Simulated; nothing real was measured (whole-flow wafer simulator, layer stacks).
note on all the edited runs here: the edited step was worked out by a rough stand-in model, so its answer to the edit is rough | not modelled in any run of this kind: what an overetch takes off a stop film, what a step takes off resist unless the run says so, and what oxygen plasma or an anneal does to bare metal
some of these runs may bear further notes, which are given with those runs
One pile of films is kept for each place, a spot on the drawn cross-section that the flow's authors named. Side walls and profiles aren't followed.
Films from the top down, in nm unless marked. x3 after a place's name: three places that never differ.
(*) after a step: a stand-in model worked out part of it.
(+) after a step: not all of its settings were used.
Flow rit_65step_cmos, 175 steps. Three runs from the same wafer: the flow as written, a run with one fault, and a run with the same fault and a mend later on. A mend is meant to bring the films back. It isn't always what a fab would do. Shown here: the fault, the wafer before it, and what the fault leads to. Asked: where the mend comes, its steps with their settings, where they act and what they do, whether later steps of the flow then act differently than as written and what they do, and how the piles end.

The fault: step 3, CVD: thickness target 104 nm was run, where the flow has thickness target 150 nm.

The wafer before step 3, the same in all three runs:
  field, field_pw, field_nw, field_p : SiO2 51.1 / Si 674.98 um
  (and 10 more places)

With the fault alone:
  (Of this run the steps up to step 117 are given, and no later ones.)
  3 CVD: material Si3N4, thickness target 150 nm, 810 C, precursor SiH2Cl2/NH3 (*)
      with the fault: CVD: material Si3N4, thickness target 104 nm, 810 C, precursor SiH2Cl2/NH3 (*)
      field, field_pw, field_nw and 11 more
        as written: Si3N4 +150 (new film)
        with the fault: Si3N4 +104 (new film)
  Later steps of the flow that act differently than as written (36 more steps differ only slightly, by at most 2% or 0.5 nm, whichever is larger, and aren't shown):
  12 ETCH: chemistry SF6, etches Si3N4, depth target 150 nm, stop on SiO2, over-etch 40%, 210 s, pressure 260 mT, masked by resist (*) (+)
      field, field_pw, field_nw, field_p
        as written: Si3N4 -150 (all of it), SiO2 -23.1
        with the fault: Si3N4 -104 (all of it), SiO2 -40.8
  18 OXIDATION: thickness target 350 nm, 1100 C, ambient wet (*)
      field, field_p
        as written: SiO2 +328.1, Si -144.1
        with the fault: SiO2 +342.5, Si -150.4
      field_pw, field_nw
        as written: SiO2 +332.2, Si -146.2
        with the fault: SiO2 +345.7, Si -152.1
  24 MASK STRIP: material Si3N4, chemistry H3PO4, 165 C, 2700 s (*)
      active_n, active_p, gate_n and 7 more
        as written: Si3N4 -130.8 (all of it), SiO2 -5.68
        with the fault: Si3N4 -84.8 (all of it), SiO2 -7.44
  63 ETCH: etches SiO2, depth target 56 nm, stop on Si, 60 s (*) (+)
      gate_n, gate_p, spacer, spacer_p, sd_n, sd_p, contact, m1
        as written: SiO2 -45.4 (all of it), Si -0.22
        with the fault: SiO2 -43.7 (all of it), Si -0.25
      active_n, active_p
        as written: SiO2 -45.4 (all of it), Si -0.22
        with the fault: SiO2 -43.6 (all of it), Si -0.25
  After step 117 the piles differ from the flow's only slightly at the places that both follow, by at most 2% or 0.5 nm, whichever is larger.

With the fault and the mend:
  The mend comes after step 4.
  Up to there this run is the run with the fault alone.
  4a ETCH: chemistry h3po4, depth target 119.6 nm
      field, field_pw, field_nw and 11 more
        Si3N4 -104 (all of it)
  4b CLEAN: chemistry SC2, 75 C, 600 s
      changes no film at any place that is followed
  4c CVD: material Si3N4, thickness target 150 nm, 810 C, precursor SiH2Cl2/NH3 (*) (the flow's step 3 once more)
      field, field_pw, field_nw and 11 more
        Si3N4 +150 (new film)
  No later step of the flow acts differently than as written at any place that is followed.
  At the end the piles are the same as the flow's at every place that both follow.
